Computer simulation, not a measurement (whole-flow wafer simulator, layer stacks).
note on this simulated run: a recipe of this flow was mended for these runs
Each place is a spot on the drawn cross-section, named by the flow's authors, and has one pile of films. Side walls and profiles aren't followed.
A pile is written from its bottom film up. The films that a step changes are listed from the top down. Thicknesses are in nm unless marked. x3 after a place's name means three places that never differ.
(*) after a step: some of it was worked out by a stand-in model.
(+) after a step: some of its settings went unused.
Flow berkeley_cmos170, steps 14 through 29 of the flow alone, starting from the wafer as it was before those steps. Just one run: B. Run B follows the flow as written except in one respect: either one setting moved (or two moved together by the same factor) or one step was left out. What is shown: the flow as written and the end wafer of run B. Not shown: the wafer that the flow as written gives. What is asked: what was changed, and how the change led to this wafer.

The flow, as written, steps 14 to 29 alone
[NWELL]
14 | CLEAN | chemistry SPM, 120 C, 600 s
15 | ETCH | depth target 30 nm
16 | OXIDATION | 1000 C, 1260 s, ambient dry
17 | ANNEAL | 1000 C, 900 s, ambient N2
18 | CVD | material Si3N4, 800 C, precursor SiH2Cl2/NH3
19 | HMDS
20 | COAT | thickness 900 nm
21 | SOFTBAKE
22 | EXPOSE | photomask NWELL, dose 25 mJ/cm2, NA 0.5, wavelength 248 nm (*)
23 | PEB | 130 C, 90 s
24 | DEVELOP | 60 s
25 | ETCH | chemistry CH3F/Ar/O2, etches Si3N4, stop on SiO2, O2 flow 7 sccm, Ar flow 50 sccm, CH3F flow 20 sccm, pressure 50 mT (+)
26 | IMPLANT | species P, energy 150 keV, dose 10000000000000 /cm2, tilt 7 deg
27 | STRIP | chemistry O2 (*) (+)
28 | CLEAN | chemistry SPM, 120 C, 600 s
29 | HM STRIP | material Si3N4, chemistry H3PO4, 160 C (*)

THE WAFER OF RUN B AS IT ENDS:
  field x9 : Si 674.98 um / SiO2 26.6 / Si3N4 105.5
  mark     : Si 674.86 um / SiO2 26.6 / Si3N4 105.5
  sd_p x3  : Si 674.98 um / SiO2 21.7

What caused this: step 29, HM STRIP: 128 C was run, whereas the flow has 160 C.

Step by step, how the change led to this:
  29 | HM STRIP | material Si3N4, chemistry H3PO4, 160 C (*)
      field x9, mark: -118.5 Si3N4 (it would be, as written: -224 Si3N4 (all of it), -7 SiO2)
      sd_p x3: -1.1 SiO2 (it would be, as written: -14.2 SiO2)
